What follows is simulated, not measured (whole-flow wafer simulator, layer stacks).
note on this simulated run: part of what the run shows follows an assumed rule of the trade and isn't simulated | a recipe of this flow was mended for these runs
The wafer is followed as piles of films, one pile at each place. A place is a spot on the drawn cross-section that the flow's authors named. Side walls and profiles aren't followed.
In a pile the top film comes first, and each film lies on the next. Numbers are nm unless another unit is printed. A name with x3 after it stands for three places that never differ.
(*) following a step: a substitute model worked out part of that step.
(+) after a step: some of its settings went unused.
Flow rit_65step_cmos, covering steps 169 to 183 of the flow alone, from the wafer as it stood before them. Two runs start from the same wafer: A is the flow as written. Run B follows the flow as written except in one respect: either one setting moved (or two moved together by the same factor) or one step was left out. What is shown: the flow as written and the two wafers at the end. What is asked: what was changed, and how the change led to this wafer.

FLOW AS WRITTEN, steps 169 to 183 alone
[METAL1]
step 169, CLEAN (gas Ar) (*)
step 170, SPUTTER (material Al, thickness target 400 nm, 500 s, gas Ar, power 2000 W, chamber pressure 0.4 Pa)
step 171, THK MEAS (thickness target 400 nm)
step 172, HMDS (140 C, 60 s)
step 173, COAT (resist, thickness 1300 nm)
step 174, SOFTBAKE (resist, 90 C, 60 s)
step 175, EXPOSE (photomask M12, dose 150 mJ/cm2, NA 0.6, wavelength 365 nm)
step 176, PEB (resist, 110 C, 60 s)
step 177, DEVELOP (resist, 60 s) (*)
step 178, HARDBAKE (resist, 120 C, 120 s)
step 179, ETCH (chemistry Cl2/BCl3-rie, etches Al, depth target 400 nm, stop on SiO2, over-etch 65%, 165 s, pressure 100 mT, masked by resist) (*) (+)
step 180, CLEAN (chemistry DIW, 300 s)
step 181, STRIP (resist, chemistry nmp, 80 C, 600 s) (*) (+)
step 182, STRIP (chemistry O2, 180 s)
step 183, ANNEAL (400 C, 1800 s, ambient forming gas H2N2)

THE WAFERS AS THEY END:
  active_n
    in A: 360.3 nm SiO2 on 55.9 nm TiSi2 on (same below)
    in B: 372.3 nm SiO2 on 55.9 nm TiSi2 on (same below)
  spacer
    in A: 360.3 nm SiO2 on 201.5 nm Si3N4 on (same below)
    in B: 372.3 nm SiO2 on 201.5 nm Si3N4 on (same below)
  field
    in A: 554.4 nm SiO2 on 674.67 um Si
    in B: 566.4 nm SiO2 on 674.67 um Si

Cause: step 170, SPUTTER: thickness target 496 nm was run, whereas the flow has thickness target 400 nm; step 170, SPUTTER: 620 s was run, where the flow has 500 s.

The path from the change to this, step by step:
  step 170, SPUTTER (material Al, thickness target 400 nm, 500 s, gas Ar, power 2000 W, chamber pressure 0.4 Pa)
      field, field_pw, field_nw and 10 more: A +400 Al (new film) | B +496 Al (new film)
      contact: A +255.4 Al (new film) | B +309.7 Al (new film)
  step 173, COAT (resist, thickness 1300 nm)
      contact: A +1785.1 resist (new film) | B +1828.9 resist (new film)
  step 176, PEB (resist, 110 C, 60 s)
      contact: A -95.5 resist | B -98 resist
  step 178, HARDBAKE (resist, 120 C, 120 s)
      contact: A -62.1 resist | B -63.9 resist
  step 179, ETCH (chemistry Cl2/BCl3-rie, etches Al, depth target 400 nm, stop on SiO2, over-etch 65%, 165 s, pressure 100 mT, masked by resist) (*) (+)
      field, field_pw, field_nw and 9 more: A -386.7 Al (all of it), -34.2 SiO2 | B -482.7 Al (all of it), -22.2 SiO2
  step 181, STRIP (resist, chemistry nmp, 80 C, 600 s) (*) (+)
      contact: A -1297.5 resist (all of it) | B -1337.1 resist (all of it)
